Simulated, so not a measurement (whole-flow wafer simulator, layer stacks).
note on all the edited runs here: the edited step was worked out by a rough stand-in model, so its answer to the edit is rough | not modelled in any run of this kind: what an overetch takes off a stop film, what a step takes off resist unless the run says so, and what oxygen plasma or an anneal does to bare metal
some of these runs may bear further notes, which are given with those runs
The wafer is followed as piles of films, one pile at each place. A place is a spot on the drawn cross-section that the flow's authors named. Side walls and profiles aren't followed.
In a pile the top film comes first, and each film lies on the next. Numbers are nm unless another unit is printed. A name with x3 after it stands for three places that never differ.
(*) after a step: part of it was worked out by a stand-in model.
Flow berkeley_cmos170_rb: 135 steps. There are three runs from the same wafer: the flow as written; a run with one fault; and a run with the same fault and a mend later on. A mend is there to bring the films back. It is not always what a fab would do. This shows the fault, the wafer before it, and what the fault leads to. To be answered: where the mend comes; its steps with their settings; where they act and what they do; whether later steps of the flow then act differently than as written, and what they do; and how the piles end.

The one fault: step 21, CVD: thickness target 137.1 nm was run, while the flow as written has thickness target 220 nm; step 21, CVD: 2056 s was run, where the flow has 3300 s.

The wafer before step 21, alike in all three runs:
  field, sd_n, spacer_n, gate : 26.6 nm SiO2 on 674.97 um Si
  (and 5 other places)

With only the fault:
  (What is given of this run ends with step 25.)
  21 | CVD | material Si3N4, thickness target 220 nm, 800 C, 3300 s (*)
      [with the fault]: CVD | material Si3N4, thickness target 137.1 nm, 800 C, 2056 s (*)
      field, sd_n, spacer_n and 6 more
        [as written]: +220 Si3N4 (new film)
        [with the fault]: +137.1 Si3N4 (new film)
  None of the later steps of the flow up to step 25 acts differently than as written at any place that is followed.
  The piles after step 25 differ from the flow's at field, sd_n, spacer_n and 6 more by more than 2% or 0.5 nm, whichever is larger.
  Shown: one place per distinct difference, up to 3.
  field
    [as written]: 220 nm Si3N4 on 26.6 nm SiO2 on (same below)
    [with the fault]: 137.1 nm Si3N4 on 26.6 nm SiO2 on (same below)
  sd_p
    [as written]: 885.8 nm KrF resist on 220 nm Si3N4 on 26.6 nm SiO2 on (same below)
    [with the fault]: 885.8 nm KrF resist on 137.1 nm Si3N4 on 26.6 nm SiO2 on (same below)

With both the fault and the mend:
  After step 21 comes the mend.
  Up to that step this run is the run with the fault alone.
  21a | CVD | material Si3N4, thickness target 82.94 nm, 800 C, 1244 s (*) (a further turn of the flow's step 21, with different settings)
      field, sd_n, spacer_n and 6 more
        +82.9 Si3N4
  None of the later steps of the flow differs from how it acts as written, at any place that is followed, by more than 2% or 0.5 nm, whichever is larger.
  The piles end the same as the flow's at every place that both follow.
